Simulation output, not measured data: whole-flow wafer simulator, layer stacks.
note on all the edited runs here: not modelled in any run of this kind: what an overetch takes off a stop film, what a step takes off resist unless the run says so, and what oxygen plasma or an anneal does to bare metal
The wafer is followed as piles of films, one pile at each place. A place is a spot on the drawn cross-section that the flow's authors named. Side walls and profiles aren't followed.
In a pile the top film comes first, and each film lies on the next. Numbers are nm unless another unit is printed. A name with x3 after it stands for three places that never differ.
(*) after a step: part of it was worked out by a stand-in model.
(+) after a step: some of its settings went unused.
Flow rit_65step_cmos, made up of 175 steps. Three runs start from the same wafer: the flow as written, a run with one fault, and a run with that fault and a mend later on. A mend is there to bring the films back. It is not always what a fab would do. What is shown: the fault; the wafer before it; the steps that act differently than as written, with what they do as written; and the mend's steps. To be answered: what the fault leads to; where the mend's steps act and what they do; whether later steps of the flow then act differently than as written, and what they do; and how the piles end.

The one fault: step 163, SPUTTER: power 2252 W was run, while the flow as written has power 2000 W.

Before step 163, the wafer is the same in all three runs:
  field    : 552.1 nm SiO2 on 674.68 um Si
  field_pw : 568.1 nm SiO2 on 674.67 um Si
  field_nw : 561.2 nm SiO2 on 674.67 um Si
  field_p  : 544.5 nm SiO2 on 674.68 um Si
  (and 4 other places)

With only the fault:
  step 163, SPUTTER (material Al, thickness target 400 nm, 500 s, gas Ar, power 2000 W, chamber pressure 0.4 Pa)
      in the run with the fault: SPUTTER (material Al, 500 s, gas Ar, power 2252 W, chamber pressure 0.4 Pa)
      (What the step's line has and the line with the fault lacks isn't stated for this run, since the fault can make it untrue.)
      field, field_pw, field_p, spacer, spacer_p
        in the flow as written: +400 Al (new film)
        in the run with the fault: +450.4 Al (new film)
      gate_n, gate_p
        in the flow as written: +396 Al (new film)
        in the run with the fault: +444.3 Al (new film)
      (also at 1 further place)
  Steps further on in the flow that do not act as written (3 other steps are not shown; they differ only slightly, by no more than 2% or 0.5 nm, whichever is larger):
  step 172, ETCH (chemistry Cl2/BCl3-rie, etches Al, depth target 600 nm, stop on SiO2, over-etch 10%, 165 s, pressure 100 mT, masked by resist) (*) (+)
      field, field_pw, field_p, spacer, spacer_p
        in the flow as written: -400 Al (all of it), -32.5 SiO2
        in the run with the fault: -450.4 Al (all of it), -26.2 SiO2
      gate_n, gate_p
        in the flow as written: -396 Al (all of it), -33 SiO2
        in the run with the fault: -444.3 Al (all of it), -27 SiO2
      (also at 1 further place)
  At the end the piles are close to the flow's at the places that both follow, differing by at most 2% or 0.5 nm, whichever is larger.

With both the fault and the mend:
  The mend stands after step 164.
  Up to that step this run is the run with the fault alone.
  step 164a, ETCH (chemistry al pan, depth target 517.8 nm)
      field, field_pw, field_nw, field_p, spacer, spacer_p
        -450.4 Al (all of it)
      gate_n, gate_p
        -444.3 Al (all of it)
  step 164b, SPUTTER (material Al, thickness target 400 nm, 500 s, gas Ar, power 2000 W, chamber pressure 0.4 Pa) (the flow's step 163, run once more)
      field, field_pw, field_p, spacer, spacer_p
        +400 Al (new film)
      gate_n, gate_p
        +396 Al (new film)
      field_nw
        +397.2 Al (new film)
  None of the later steps of the flow acts differently than as written at any place that is followed.
  At every place that both follow, the piles at the end match the flow's.
